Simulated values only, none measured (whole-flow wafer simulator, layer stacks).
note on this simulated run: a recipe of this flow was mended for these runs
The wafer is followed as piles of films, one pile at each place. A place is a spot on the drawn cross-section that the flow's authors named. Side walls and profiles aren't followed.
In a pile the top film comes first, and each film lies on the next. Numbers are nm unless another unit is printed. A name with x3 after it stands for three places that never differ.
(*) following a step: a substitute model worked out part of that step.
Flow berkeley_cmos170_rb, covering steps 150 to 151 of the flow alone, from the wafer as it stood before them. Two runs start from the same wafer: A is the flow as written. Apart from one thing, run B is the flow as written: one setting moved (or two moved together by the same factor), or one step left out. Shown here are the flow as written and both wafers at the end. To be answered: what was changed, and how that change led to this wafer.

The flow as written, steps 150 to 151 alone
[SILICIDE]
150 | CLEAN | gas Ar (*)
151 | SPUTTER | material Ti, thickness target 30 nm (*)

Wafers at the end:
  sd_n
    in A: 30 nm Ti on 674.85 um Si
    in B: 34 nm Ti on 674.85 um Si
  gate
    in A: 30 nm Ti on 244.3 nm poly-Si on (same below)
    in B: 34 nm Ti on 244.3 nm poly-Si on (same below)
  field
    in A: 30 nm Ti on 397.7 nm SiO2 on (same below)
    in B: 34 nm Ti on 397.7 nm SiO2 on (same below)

What caused this: step 151, SPUTTER: thickness target 34 nm was run, whereas the flow has thickness target 30 nm.
The wafer itself shows it: sd_n has Ti 34, and step 151 as written asks for 30 nm.

How this came from the change, step by step:
  151 | SPUTTER | material Ti, thickness target 30 nm (*)
      field, sd_n, spacer_n, gate, spacer_p, gate_p, contact, m1: A +30 Ti (new film) | B +34 Ti (new film)
      sd_p: A +27.9 Ti (new film) | B +31.6 Ti (new film)
